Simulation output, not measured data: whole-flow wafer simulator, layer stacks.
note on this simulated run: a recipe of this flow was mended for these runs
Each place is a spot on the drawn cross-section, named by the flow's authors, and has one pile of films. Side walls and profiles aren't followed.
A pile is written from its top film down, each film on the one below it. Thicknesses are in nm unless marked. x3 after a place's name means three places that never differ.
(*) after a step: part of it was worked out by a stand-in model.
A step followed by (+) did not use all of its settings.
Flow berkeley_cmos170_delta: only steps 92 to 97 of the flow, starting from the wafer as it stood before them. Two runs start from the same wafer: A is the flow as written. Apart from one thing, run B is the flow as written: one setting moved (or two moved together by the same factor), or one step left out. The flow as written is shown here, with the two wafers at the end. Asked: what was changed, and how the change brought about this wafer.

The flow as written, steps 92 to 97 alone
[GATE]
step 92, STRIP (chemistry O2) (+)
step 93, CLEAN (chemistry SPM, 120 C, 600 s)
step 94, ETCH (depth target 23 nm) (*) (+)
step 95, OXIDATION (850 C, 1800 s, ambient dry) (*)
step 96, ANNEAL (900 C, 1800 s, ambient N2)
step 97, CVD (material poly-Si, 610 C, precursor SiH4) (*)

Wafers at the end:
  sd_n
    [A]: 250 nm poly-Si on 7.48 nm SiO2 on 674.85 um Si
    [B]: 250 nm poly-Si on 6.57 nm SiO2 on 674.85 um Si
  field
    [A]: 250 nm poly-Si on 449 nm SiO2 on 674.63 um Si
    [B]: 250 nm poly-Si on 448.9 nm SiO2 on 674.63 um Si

What caused this: step 95, OXIDATION: 1440 s was run, whereas the flow has 1800 s.

Step by step, how the change led to this:
  step 95, OXIDATION (850 C, 1800 s, ambient dry) (*)
      sd_n, spacer_n, gate, sd_p, spacer_p x2, contact, m1: A SiO2 gains 7.48 (new film), Si loses 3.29 | B SiO2 gains 6.57 (new film), Si loses 2.89
